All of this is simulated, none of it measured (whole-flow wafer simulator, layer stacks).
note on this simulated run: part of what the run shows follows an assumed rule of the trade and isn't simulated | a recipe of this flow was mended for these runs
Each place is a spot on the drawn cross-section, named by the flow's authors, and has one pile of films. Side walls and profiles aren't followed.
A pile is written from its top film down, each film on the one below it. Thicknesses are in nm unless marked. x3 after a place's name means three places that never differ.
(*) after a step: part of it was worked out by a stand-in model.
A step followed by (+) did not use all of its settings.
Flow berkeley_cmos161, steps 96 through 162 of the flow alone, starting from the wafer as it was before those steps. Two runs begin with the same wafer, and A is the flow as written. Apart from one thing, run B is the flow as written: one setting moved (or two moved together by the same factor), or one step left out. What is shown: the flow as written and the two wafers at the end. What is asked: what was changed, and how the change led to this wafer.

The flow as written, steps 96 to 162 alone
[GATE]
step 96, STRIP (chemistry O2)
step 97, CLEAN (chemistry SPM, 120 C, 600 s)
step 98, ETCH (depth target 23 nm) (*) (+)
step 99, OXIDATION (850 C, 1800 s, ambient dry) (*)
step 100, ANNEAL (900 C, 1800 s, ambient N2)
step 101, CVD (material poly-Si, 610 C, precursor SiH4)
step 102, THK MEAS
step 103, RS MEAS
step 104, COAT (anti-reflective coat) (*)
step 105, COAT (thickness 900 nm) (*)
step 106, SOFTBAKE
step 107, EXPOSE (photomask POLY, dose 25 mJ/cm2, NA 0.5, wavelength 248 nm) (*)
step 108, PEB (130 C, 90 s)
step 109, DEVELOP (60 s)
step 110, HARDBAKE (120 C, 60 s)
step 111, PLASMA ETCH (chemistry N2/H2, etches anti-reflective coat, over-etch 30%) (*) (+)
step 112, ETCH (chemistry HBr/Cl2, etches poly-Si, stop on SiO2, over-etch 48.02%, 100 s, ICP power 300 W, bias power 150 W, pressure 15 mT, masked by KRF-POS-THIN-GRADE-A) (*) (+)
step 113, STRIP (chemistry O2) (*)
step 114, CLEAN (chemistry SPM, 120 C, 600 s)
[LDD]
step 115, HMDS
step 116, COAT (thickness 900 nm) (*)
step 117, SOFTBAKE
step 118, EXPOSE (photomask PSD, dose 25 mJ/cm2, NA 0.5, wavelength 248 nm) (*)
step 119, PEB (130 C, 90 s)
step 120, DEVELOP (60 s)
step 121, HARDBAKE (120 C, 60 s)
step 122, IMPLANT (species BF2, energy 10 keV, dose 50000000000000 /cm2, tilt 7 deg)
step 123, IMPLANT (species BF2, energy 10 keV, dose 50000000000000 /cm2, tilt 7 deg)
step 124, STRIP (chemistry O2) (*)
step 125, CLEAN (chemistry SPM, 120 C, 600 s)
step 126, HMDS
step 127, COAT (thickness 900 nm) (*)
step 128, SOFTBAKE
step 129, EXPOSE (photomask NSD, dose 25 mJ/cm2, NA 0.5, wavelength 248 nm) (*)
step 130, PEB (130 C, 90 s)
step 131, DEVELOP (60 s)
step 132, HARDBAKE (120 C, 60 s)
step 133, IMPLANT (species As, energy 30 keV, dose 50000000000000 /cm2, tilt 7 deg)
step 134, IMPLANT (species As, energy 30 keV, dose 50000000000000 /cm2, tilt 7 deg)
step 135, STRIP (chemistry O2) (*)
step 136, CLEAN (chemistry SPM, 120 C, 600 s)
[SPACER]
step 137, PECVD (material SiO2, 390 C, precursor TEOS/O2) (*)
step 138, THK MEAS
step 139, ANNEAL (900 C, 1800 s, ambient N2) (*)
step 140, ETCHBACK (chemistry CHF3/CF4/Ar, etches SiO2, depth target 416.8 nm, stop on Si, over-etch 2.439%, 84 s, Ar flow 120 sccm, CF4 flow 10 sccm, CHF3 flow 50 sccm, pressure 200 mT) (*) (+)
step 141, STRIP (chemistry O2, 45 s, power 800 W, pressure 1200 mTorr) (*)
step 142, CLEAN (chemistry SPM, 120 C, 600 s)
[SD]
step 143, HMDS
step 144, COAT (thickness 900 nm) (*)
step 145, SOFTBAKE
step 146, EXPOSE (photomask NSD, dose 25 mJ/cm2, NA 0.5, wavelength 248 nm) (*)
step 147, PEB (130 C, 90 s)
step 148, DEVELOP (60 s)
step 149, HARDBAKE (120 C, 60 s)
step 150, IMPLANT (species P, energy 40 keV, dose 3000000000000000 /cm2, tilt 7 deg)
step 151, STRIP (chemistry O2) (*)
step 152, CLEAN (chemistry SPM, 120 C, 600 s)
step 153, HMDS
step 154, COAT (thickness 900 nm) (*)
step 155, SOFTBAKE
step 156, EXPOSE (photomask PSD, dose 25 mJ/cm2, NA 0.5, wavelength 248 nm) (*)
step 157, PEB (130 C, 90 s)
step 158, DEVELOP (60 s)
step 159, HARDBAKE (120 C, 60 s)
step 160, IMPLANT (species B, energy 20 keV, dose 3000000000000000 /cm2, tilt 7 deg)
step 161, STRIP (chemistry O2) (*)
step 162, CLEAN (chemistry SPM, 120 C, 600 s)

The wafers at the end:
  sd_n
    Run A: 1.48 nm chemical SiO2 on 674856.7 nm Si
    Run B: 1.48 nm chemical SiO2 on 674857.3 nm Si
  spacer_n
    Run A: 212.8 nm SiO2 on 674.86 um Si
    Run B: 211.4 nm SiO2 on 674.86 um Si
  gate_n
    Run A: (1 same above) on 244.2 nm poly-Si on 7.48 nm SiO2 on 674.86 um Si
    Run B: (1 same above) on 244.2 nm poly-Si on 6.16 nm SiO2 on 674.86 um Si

What caused this: step 99, OXIDATION: 831 C was run, while the flow as written has 850 C.

The path from the change to this, step by step:
  step 99, OXIDATION (850 C, 1800 s, ambient dry) (*)
      sd_n, spacer_n, gate_n, sd_p, spacer_p, gate_p, contact, m1: A +7.48 SiO2 (new film), -3.29 Si | B +6.16 SiO2 (new film), -2.71 Si
